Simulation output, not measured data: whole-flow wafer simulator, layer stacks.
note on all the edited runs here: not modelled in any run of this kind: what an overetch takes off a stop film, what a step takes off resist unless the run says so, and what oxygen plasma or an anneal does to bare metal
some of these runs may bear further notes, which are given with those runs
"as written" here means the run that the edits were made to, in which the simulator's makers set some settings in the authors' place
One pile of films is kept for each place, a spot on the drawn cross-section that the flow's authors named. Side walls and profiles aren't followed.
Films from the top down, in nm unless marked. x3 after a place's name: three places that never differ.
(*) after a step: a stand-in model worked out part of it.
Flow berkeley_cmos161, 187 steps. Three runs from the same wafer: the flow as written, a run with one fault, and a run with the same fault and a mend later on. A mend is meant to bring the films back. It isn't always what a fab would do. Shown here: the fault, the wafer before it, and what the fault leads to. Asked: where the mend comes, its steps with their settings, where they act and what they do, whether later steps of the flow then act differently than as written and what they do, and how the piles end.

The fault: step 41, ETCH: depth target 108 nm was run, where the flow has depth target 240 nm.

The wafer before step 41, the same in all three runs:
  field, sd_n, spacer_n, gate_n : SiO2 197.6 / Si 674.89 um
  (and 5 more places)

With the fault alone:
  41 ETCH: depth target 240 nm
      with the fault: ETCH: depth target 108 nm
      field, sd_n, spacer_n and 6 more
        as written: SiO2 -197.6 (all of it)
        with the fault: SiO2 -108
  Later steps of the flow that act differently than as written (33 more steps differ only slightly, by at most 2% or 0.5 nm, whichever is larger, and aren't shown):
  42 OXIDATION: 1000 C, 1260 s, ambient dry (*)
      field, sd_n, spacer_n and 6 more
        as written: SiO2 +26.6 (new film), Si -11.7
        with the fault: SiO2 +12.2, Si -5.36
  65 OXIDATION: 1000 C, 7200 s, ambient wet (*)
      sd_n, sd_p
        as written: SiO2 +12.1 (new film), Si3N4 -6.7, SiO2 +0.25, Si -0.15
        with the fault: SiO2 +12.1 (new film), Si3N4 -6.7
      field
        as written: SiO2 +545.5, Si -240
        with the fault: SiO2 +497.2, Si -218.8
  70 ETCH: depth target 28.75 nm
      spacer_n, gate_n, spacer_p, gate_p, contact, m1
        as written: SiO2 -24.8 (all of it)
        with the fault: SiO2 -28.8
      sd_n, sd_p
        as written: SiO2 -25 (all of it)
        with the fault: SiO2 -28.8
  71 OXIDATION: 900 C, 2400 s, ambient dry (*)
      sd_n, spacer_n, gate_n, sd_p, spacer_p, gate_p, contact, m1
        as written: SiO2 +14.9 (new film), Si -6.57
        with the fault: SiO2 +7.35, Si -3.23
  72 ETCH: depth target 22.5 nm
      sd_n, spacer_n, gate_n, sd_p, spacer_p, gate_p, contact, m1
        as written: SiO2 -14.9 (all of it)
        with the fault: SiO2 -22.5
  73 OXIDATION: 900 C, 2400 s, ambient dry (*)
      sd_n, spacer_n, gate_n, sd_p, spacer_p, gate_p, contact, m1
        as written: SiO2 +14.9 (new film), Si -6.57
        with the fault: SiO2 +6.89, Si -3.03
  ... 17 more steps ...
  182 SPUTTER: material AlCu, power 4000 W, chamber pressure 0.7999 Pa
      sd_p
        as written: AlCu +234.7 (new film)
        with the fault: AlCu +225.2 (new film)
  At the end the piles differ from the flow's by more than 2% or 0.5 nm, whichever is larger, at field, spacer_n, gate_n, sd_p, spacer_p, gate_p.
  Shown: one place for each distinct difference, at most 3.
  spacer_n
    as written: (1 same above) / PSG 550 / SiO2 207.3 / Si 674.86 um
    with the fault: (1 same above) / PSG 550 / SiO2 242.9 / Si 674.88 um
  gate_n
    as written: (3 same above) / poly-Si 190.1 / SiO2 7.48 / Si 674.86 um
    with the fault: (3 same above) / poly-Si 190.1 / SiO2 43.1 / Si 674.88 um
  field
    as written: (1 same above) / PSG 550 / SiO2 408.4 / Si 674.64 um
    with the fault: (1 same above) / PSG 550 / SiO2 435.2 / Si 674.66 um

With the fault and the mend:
  The mend comes after step 41.
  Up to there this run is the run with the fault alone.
  41a ETCH: depth target 132 nm (the flow's step 41 once more, with other settings)
      field, sd_n, spacer_n and 6 more
        SiO2 -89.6 (all of it)
  No later step of the flow acts differently than as written at any place that is followed.
  At the end the piles are the same as the flow's at every place that both follow.
